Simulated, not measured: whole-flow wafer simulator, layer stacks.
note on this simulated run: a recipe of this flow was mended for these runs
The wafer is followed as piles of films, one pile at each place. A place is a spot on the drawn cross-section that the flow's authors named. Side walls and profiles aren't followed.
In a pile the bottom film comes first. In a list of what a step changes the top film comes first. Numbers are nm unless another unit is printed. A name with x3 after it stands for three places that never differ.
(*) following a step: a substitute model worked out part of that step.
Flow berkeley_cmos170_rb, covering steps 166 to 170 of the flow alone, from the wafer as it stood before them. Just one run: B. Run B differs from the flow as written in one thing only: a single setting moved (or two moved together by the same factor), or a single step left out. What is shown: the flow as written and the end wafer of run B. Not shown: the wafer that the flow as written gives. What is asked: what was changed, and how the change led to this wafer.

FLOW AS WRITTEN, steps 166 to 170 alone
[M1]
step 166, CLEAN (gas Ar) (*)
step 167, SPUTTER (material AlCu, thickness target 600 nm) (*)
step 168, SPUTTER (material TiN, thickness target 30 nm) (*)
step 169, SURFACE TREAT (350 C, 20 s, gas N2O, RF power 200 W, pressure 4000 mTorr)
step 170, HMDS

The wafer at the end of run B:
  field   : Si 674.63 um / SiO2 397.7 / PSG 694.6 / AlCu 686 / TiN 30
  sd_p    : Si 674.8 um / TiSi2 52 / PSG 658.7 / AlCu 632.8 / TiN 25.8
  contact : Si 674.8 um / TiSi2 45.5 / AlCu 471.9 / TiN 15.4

What caused this: step 167, SPUTTER: thickness target 686 nm was run, whereas the flow has thickness target 600 nm.
One can read it off the wafer: field has AlCu 686, and step 167 as written asks for 600 nm.

How this came from the change, step by step:
  step 167, SPUTTER (material AlCu, thickness target 600 nm) (*)
      field, sd_n, spacer_n, gate, spacer_p, gate_p, m1: AlCu gains 686 (new film) (as written it would have been: AlCu gains 600 (new film))
      sd_p: AlCu gains 632.8 (new film) (as written it would have been: AlCu gains 549.6 (new film))
      (also at 1 further place)
  step 168, SPUTTER (material TiN, thickness target 30 nm) (*)
      contact: TiN gains 15.4 (new film) (as written it would have been: TiN gains 16.3 (new film))
